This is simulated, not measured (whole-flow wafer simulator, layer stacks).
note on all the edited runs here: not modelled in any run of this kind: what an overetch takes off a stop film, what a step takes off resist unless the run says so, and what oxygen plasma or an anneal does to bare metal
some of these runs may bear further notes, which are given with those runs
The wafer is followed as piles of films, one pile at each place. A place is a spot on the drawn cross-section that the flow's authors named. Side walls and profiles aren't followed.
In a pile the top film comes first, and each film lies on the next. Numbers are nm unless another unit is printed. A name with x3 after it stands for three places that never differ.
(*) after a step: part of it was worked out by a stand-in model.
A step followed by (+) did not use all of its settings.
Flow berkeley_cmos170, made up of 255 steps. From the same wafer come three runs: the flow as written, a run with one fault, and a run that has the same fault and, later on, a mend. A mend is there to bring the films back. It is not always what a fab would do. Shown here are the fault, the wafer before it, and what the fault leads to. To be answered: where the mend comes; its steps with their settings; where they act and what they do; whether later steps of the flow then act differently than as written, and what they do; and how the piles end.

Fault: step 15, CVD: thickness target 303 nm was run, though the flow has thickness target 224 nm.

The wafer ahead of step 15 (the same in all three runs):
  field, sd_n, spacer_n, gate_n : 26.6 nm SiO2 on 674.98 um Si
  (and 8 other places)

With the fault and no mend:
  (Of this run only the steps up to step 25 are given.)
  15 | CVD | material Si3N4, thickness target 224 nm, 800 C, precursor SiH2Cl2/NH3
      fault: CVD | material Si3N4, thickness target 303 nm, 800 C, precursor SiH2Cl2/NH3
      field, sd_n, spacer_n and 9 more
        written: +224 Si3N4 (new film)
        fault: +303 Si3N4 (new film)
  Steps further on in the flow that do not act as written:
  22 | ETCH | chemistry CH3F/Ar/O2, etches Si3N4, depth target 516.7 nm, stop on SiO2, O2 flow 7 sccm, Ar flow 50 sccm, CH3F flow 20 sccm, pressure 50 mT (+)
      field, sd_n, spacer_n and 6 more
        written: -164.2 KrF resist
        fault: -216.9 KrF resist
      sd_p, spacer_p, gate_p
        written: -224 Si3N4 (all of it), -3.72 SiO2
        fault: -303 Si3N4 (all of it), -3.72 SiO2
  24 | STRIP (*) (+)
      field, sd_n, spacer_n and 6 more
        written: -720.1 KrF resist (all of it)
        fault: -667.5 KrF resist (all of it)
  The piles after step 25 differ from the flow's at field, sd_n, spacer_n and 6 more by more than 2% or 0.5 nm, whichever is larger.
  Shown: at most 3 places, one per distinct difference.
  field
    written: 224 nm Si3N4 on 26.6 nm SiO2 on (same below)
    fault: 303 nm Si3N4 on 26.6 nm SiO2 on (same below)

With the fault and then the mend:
  The mend follows step 15.
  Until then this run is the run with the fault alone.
  15a | ETCH | chemistry h3po4, depth target 79 nm
      field, sd_n, spacer_n and 9 more
        -79 Si3N4
  Every later step of the flow that is run acts as written at every place that is followed.
  The piles end the same as the flow's at every place that both follow.
